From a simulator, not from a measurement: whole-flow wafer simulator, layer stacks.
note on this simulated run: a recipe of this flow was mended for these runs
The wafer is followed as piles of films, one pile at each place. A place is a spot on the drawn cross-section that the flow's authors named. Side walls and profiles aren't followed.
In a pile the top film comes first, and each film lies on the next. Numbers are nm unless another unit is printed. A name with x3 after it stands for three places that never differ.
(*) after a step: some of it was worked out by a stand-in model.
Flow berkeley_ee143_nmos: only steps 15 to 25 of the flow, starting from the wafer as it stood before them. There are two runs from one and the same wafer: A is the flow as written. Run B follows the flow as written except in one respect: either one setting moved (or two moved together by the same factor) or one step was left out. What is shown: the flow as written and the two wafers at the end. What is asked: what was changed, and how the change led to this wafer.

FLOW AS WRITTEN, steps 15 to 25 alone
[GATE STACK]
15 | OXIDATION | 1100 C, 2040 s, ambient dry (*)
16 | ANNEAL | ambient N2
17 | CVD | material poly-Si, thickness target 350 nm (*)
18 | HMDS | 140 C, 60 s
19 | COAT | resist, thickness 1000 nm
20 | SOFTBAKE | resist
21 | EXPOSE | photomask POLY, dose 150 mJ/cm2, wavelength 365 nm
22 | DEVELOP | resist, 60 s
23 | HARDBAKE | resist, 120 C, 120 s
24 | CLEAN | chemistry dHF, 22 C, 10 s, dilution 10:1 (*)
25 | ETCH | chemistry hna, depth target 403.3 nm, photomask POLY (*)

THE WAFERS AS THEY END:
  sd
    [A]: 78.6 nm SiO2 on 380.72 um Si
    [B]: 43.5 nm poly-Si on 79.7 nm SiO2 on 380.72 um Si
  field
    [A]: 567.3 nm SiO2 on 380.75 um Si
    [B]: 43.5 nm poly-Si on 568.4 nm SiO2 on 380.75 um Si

The reason: step 25, ETCH: depth target 306.5 nm was run, though the flow has depth target 403.3 nm.

How this came from the change, step by step:
  25 | ETCH | chemistry hna, depth target 403.3 nm, photomask POLY (*)
      sd, contact, field: A poly-Si loses 350 (all of it), SiO2 loses 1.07 | B poly-Si loses 306.5
